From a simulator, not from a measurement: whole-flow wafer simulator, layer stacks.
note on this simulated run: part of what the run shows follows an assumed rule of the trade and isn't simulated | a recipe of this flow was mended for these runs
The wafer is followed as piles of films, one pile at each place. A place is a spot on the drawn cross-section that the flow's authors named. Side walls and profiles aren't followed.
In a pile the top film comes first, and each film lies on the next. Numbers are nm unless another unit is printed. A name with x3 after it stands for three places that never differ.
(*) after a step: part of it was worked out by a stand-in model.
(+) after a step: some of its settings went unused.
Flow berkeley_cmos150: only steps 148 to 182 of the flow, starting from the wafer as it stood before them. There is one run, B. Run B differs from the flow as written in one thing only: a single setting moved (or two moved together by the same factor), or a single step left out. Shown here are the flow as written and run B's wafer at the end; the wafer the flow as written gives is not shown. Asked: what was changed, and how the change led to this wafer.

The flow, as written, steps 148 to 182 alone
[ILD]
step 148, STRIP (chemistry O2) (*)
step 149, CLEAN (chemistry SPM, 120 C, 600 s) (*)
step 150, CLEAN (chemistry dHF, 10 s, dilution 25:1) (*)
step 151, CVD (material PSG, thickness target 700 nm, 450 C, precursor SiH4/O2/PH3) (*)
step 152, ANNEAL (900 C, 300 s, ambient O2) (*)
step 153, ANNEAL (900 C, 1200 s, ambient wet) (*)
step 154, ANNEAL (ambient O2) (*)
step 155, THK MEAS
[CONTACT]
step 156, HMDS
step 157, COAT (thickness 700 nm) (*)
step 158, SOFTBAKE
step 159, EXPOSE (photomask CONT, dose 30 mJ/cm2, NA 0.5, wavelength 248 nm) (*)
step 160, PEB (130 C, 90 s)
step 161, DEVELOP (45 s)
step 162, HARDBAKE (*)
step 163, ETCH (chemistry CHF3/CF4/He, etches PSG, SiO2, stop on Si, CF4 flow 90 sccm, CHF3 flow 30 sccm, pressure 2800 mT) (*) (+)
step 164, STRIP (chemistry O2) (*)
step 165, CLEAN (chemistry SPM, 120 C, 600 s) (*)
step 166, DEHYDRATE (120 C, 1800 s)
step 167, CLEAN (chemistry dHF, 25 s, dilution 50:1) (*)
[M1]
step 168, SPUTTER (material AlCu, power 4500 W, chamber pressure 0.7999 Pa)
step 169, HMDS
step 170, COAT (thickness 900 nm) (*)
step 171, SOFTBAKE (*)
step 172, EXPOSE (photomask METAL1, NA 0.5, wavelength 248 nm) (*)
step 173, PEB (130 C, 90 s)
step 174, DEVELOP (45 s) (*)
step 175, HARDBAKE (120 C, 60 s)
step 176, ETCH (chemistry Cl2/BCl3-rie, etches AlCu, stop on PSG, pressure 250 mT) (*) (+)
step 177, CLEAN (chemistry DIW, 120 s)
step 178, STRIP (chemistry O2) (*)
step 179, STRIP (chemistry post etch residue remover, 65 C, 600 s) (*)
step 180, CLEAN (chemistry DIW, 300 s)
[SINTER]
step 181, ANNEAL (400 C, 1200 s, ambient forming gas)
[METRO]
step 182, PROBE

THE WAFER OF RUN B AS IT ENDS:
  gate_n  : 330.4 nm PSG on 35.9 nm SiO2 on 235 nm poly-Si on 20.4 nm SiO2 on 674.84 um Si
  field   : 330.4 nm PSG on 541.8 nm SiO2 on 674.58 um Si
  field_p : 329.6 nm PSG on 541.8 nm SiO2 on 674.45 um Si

The reason: step 151, CVD: 382 C was run, though the flow has 450 C.

Step by step, how the change led to this:
  step 151, CVD (material PSG, thickness target 700 nm, 450 C, precursor SiH4/O2/PH3) (*)
      field, field_p, sd_n, gate_n, gate_p, contact, m1: PSG gains 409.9 (new film) (in the flow as written it would be: PSG gains 700 (new film))
      sd_p: PSG gains 379.4 (new film) (in the flow as written it would be: PSG gains 639.5 (new film))
  step 153, ANNEAL (900 C, 1200 s, ambient wet) (*)
      sd_n, contact, m1: PSG loses 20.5, SiO2 gains 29, Si loses 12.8 (in the flow as written it would be: PSG loses 35, SiO2 gains 22.8, Si loses 10)
      field, field_p: PSG loses 20.5, SiO2 gains 19.3, Si loses 8.47 (in the flow as written it would be: PSG loses 35, SiO2 gains 16.3, Si loses 7.15)
      (also at 3 further places)
  step 157, COAT (thickness 700 nm) (*)
      sd_p: KrF-resist gains 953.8 (new film) (in the flow as written it would be: KrF-resist gains 1000.3 (new film))
      gate_p: KrF-resist gains 680.3 (new film) (in the flow as written it would be: KrF-resist gains 695.2 (new film))
  step 163, ETCH (chemistry CHF3/CF4/He, etches PSG, SiO2, stop on Si, CF4 flow 90 sccm, CHF3 flow 30 sccm, pressure 2800 mT) (*) (+)
      field, field_p, sd_n, gate_n, sd_p, gate_p, m1: KrF-resist loses 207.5 (in the flow as written it would be: KrF-resist loses 303.7)
      contact: PSG loses 389.4 (all of it), SiO2 loses 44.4 (all of it), Si loses 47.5 (in the flow as written it would be: PSG loses 665 (all of it), SiO2 loses 38.1 (all of it), Si loses 47.5)
  step 164, STRIP (chemistry O2) (*)
      field: KrF-resist loses 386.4 (all of it) (in the flow as written it would be: KrF-resist loses 294.5 (all of it))
      field_p: KrF-resist loses 486 (all of it) (in the flow as written it would be: KrF-resist loses 397.1 (all of it))
      (also at 5 further places)
  step 168, SPUTTER (material AlCu, power 4500 W, chamber pressure 0.7999 Pa)
      sd_p: AlCu gains 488 (new film) (in the flow as written it would be: AlCu gains 471.4 (new film))
      contact: AlCu gains 514.3 (new film) (in the flow as written it would be: AlCu gains 443.6 (new film))
  step 170, COAT (thickness 900 nm) (*)
      field: thick-KrF-resist gains 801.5 (new film) (in the flow as written it would be: thick-KrF-resist gains 782.6 (new film))
      sd_p: thick-KrF-resist gains 1357.8 (new film) (in the flow as written it would be: thick-KrF-resist gains 1400.4 (new film))
      (also at 2 further places)
  step 173, PEB (130 C, 90 s)
      contact: thick-KrF-resist loses 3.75 (in the flow as written it would be: thick-KrF-resist loses 4.56)
  step 174, DEVELOP (45 s) (*)
      field: thick-KrF-resist loses 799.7 (all of it), AlCu loses 10 (in the flow as written it would be: thick-KrF-resist loses 780.8 (all of it), AlCu loses 10)
      sd_p: thick-KrF-resist loses 1354.3 (all of it), AlCu loses 10 (in the flow as written it would be: thick-KrF-resist loses 1396.9 (all of it), AlCu loses 10)
  step 175, HARDBAKE (120 C, 60 s)
      contact: thick-KrF-resist loses 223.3 (in the flow as written it would be: thick-KrF-resist loses 263.1)
      m1: thick-KrF-resist loses 152.5 (in the flow as written it would be: thick-KrF-resist loses 148.2)
  step 176, ETCH (chemistry Cl2/BCl3-rie, etches AlCu, stop on PSG, pressure 250 mT) (*) (+)
      sd_p: AlCu loses 478 (all of it), PSG loses 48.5 (in the flow as written it would be: AlCu loses 461.4 (all of it), PSG loses 50.6)
  step 178, STRIP (chemistry O2) (*)
      contact: thick-KrF-resist loses 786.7 (all of it) (in the flow as written it would be: thick-KrF-resist loses 1006.2 (all of it))
      m1: thick-KrF-resist loses 397.1 (all of it) (in the flow as written it would be: thick-KrF-resist loses 373.8 (all of it))
